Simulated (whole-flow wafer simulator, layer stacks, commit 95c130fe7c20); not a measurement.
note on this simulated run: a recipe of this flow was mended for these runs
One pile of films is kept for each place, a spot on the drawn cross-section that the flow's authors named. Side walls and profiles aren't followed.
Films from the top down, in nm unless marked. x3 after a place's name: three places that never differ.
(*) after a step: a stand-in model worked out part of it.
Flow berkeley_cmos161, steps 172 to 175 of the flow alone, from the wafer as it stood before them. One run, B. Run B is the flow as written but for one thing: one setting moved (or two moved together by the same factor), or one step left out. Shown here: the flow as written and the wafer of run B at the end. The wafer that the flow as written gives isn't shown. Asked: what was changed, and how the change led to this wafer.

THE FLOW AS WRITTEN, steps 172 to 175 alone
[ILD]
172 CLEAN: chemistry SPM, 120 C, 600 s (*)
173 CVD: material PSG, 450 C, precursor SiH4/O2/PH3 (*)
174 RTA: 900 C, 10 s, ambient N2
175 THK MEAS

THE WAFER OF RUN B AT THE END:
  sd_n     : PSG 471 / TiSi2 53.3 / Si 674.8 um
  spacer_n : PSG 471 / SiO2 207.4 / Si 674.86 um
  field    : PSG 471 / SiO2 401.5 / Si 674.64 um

The cause: step 173, CVD: 427 C was run, where the flow has 450 C.

How the change led to this, step by step:
  173 CVD: material PSG, 450 C, precursor SiH4/O2/PH3 (*)
      field, sd_n, spacer_n, gate_n, spacer_p, gate_p, contact x2: PSG +471 (new film) (as written it would be: PSG +550 (new film))
      sd_p: PSG +448.2 (new film) (as written it would be: PSG +522.4 (new film))
